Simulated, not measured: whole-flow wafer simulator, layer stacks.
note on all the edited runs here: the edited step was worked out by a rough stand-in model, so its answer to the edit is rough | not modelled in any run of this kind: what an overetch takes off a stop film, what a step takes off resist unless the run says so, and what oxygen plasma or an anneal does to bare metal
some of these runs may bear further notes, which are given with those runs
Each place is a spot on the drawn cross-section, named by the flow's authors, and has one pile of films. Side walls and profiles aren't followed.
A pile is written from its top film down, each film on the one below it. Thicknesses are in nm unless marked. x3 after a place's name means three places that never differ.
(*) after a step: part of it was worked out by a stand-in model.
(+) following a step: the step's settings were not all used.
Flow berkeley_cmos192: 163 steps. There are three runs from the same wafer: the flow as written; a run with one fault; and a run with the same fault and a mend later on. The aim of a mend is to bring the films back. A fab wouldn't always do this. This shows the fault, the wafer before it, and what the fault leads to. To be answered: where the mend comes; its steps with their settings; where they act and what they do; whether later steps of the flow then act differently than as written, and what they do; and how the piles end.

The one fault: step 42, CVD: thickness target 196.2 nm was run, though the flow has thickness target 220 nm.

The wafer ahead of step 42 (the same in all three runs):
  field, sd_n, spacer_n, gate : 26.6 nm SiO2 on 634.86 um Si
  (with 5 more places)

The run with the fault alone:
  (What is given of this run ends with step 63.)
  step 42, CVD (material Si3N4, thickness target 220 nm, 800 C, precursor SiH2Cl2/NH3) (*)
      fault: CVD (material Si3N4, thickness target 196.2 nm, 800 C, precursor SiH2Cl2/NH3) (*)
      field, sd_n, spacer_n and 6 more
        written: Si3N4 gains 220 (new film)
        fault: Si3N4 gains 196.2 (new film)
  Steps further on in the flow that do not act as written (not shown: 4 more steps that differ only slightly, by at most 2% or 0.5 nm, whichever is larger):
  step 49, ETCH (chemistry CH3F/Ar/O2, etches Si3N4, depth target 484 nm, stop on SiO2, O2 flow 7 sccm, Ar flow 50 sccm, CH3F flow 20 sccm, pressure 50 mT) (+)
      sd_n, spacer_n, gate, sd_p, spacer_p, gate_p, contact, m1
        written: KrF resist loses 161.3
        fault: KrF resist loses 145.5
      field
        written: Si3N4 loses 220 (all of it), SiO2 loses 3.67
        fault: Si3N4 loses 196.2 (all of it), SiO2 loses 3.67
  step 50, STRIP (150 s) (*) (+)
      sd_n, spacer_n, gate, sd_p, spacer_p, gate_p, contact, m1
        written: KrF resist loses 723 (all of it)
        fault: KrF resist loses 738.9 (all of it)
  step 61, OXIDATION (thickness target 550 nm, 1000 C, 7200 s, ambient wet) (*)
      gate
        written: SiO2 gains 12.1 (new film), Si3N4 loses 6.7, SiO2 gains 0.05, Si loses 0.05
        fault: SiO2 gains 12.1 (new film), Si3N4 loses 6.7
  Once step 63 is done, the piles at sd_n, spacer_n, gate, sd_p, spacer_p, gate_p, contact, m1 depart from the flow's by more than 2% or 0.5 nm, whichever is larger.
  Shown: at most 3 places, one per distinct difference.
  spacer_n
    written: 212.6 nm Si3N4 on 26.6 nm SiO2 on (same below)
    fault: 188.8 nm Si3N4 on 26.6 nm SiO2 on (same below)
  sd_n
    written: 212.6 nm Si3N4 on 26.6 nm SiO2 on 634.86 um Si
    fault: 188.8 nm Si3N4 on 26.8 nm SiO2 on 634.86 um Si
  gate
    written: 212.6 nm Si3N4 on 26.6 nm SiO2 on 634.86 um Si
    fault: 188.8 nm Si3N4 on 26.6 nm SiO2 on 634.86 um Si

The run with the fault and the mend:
  After step 42 comes the mend.
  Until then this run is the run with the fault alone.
  step 42a, ETCH (chemistry h3po4, depth target 225.6 nm)
      field, sd_n, spacer_n and 6 more
        Si3N4 loses 196.2 (all of it)
  step 42b, CLEAN (chemistry SPM) (the flow's step 34 again)
      does not change any film at any place that is followed
  step 42c, CVD (material Si3N4, thickness target 220 nm, 800 C, precursor SiH2Cl2/NH3) (*) (the flow's step 42 again)
      field, sd_n, spacer_n and 6 more
        Si3N4 gains 220 (new film)
  None of the later steps of the flow acts differently than as written at any place that is followed.
  At every place that both follow, the piles at the end match the flow's.
